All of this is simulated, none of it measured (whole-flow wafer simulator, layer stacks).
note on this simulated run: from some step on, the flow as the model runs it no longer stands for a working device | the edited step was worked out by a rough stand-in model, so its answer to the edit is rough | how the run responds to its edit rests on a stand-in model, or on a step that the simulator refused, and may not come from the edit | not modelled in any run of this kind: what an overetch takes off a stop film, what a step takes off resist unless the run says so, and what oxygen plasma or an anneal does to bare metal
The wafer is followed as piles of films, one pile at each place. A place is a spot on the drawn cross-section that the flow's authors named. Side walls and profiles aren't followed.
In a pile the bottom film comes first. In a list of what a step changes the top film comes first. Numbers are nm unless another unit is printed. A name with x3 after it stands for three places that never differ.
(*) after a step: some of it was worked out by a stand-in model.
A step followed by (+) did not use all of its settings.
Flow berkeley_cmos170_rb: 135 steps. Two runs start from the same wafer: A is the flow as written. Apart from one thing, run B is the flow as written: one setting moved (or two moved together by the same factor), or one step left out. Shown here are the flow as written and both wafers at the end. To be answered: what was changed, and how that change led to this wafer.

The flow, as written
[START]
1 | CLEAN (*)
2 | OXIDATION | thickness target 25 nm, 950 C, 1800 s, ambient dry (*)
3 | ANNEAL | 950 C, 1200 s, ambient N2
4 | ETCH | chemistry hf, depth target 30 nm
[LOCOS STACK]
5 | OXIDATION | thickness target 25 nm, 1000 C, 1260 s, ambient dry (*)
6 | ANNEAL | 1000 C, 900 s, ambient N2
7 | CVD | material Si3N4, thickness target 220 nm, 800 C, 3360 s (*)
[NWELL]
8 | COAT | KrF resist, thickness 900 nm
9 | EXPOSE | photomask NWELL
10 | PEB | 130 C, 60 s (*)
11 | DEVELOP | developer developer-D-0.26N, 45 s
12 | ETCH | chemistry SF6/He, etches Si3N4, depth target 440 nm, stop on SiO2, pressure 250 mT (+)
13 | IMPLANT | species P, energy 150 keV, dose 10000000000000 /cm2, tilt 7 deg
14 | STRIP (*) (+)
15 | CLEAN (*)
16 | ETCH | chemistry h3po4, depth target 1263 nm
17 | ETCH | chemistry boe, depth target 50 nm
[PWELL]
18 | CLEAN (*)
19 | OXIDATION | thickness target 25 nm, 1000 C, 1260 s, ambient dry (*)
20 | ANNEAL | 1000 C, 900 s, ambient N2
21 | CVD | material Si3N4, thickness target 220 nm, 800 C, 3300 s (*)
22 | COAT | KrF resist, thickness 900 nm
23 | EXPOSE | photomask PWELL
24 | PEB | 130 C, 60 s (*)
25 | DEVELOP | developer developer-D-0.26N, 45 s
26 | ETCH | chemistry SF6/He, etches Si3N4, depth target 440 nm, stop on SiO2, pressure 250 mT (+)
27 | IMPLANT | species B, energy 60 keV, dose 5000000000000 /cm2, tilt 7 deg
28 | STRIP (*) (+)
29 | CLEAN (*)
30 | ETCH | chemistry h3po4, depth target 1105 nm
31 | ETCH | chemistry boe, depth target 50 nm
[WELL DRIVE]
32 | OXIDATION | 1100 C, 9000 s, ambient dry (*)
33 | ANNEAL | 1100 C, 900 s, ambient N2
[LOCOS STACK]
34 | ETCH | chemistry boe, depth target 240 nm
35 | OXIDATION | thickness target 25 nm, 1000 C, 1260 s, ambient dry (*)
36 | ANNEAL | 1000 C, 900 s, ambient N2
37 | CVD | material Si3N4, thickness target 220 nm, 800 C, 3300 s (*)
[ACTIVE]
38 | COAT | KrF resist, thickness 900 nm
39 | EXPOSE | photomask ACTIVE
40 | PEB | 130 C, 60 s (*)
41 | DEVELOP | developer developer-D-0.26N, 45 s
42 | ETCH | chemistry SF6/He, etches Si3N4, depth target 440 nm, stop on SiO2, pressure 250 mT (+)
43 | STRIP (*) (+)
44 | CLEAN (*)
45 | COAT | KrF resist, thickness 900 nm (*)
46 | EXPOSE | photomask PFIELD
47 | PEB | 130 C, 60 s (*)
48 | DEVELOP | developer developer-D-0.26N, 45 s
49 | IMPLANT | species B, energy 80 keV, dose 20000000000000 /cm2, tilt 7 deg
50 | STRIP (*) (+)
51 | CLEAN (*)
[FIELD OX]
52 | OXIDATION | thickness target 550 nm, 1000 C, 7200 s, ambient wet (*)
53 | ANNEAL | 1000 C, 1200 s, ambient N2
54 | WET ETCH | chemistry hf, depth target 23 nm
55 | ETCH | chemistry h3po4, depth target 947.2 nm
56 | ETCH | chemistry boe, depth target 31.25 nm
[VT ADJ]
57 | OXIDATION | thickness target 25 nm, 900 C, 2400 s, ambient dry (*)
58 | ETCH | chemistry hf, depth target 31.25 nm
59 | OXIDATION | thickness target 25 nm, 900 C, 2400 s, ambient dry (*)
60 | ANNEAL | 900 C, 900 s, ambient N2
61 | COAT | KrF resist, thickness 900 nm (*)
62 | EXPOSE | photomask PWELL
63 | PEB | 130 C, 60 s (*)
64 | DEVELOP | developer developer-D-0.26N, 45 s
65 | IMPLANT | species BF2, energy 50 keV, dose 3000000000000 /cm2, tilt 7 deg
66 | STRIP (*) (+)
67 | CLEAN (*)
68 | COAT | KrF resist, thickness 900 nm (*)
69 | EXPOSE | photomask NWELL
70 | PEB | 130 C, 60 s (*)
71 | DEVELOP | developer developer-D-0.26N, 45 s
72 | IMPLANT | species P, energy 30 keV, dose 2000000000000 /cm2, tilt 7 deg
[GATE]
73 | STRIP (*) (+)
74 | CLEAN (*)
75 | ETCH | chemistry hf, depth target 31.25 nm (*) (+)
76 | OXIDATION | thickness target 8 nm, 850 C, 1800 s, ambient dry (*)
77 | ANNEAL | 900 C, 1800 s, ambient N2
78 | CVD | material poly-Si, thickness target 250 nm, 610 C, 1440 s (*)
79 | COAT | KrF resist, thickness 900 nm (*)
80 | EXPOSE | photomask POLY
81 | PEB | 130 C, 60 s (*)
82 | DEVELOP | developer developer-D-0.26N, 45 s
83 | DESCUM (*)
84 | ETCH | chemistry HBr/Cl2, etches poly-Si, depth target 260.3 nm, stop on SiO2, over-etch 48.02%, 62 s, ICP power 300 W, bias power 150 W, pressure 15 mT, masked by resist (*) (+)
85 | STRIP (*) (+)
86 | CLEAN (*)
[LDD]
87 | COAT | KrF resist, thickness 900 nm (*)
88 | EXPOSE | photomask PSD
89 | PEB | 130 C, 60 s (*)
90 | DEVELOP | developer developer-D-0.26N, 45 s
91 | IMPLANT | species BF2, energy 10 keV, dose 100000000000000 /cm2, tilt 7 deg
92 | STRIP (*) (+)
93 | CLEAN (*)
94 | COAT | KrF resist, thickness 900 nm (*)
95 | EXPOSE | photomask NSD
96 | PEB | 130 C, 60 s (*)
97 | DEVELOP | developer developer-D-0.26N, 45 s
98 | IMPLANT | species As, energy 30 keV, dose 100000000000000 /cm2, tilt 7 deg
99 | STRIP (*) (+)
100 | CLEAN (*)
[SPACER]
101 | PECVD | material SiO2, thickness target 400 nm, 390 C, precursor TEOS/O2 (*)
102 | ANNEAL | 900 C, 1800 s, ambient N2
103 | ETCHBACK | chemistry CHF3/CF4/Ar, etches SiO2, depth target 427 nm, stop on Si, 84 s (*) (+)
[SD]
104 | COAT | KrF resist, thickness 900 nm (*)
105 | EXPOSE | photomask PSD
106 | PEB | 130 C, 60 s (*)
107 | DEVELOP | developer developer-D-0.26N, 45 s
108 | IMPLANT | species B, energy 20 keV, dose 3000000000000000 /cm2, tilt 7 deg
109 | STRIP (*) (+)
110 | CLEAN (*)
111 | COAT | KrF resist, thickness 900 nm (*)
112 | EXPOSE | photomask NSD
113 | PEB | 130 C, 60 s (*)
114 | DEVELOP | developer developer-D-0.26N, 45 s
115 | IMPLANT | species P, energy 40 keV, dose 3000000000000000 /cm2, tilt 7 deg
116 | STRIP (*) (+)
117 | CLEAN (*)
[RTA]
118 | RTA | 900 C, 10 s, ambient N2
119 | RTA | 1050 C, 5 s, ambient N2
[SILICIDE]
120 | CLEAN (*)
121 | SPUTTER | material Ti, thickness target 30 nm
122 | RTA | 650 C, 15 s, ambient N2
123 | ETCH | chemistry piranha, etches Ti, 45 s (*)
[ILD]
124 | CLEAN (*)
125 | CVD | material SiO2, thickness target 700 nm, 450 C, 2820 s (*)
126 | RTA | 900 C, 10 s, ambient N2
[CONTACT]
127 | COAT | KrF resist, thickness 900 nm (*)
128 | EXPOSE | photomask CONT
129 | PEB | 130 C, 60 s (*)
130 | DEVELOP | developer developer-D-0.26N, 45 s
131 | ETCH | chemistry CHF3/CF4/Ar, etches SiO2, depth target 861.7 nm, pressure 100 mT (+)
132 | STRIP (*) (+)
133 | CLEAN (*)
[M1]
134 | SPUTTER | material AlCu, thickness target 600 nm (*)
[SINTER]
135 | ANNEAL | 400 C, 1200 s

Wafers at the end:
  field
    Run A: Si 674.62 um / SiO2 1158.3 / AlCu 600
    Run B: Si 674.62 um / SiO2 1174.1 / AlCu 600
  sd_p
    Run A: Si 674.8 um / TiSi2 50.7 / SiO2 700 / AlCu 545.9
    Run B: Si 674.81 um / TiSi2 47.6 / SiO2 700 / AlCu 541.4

What caused this: step 75, ETCH: depth target 15.41 nm was run, though the flow has depth target 31.25 nm.

How this came from the change, step by step:
  75 | ETCH | chemistry hf, depth target 31.25 nm (*) (+)
      field: A -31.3 SiO2 | B -15.4 SiO2
  121 | SPUTTER | material Ti, thickness target 30 nm
      sd_p: A +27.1 Ti (new film) | B +25.5 Ti (new film)
  122 | RTA | 650 C, 15 s, ambient N2
      sd_p: A -21.1 Ti, +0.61 TiSi first (new film), +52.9 TiSi2 C49 (new film), -47.6 Si | B -19.9 Ti, +50.5 TiSi2 C49 (new film), -45.1 Si
  126 | RTA | 900 C, 10 s, ambient N2
      sd_p: A under 1 film: +50.7 TiSi2 (new film), -0.61 TiSi first (all of it), -52.9 TiSi2 C49 (all of it), -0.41 Si | B under 1 film: +47.6 TiSi2 (new film), -50.5 TiSi2 C49 (all of it)
